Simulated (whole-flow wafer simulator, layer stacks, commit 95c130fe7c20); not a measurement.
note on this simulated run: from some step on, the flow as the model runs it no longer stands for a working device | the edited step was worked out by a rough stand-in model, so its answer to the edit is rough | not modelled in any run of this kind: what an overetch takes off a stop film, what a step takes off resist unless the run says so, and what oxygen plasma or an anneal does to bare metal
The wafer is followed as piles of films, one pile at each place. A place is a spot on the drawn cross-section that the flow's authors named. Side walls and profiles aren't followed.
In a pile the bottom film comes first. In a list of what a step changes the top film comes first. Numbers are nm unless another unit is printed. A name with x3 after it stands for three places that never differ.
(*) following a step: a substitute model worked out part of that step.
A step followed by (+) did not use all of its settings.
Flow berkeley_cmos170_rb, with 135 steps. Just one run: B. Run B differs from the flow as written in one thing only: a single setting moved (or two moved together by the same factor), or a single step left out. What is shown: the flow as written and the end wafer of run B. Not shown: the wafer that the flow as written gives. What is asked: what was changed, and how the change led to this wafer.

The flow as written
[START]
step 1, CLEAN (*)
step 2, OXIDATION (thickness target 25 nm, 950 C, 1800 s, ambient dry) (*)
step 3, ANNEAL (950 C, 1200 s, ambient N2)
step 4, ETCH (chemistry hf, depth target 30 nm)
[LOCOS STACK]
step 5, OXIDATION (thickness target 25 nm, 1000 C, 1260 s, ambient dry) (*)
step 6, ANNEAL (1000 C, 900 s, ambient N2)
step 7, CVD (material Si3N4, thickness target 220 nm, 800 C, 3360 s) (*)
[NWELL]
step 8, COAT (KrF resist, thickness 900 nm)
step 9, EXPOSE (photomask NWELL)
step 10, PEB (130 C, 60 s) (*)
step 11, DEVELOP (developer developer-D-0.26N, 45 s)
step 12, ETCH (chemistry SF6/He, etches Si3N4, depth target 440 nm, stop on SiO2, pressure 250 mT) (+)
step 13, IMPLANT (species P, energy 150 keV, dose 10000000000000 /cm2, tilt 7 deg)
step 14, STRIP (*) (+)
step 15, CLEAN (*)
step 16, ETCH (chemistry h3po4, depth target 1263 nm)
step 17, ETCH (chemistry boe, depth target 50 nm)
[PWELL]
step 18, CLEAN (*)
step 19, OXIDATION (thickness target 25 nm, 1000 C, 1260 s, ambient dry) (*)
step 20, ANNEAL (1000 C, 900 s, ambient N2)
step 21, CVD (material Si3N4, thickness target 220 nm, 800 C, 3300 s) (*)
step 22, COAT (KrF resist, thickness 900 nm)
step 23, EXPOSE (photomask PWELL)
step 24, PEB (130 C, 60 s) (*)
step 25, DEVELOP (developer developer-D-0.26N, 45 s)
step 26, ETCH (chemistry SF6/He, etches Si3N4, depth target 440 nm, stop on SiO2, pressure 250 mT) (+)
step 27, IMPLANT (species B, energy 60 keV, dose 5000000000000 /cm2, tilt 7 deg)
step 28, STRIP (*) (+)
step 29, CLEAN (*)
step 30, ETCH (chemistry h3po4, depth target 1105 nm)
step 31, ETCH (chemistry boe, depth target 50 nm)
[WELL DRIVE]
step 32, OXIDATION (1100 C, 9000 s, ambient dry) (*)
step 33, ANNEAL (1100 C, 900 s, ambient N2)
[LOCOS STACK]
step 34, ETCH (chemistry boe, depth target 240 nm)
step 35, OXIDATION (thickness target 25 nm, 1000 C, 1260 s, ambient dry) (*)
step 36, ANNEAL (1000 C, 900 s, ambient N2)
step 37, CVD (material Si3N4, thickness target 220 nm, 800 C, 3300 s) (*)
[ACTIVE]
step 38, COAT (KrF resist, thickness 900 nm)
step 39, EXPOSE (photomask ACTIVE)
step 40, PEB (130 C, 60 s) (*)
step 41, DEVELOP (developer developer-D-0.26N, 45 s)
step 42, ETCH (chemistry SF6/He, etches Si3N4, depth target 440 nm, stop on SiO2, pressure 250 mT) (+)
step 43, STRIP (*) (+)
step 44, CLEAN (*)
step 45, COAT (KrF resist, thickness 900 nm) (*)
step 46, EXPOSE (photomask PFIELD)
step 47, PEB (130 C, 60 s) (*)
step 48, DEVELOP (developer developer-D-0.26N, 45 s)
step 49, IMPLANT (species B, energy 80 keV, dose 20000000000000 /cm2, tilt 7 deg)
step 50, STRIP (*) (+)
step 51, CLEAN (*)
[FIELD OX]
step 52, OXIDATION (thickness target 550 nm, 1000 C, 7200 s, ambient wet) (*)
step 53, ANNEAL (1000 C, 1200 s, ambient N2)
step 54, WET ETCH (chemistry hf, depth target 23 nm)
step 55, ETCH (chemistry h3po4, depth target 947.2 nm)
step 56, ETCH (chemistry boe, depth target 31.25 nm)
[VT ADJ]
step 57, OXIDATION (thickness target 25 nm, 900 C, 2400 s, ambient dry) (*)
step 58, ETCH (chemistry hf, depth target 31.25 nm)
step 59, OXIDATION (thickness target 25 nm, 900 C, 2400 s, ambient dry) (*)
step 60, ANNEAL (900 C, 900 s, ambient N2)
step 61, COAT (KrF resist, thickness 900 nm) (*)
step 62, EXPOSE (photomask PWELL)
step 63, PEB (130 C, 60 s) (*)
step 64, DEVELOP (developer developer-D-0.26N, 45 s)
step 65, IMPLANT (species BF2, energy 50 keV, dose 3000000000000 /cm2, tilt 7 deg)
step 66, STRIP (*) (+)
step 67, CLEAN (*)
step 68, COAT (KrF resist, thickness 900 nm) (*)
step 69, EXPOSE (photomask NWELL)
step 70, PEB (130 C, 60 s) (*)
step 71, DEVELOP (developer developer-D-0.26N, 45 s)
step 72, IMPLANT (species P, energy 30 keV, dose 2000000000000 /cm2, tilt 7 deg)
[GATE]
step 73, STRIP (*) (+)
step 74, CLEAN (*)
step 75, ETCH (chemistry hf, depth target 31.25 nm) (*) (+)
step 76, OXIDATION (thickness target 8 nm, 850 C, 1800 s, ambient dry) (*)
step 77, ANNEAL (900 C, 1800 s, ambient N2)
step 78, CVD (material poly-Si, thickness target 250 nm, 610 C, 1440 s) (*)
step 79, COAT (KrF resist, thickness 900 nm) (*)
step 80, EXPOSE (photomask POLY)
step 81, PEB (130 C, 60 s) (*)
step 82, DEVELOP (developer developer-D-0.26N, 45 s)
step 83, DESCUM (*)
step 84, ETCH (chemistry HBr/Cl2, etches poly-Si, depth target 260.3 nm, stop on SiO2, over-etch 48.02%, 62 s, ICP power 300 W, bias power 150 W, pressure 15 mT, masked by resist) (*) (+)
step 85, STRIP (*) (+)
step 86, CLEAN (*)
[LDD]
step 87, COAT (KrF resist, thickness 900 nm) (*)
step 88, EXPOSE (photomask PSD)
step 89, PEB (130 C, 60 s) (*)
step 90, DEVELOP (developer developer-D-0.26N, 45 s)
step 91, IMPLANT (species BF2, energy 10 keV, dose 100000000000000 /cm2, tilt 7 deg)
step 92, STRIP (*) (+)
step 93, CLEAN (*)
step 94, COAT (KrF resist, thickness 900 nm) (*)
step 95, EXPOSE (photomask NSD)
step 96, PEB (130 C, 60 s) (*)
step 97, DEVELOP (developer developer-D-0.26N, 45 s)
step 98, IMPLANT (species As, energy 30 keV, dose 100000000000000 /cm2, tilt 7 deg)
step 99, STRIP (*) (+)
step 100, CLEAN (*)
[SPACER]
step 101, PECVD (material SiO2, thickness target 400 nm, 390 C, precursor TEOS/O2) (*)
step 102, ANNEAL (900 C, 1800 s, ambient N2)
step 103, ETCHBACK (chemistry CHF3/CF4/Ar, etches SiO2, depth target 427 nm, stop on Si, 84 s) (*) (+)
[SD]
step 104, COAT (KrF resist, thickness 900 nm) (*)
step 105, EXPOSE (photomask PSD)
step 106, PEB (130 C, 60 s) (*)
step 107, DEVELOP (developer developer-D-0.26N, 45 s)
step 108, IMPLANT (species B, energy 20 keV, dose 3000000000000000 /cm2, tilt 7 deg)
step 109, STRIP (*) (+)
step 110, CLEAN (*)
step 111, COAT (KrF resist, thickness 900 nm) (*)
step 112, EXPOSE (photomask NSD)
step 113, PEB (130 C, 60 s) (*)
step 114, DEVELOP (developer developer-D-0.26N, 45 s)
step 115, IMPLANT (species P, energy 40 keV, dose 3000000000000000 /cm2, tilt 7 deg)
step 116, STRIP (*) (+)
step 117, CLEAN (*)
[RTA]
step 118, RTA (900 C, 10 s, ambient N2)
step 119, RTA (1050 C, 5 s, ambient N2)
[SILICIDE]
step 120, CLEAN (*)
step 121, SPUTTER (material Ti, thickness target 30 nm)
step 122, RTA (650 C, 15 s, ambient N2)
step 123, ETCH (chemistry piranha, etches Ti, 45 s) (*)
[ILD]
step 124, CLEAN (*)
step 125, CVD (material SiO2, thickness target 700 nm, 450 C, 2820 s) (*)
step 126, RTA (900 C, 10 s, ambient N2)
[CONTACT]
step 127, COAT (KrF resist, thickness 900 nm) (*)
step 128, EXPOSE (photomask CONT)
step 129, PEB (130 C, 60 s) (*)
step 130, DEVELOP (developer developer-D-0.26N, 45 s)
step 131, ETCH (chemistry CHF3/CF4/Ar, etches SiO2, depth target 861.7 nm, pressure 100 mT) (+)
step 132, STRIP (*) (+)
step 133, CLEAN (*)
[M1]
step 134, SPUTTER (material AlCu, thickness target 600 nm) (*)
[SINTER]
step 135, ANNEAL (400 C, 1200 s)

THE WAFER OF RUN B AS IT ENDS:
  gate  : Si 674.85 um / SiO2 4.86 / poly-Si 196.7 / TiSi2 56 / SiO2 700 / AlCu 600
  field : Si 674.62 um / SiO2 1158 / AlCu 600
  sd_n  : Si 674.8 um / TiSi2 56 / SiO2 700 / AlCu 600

What caused this: step 76, OXIDATION: 810 s was run, whereas the flow has 1800 s.

How this came from the change, step by step:
  step 76, OXIDATION (thickness target 8 nm, 850 C, 1800 s, ambient dry) (*)
      sd_n, spacer_n, gate, sd_p, spacer_p, gate_p, contact, m1: +4.86 SiO2 (new film), -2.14 Si (it would be, as written: +7.53 SiO2 (new film), -3.31 Si)
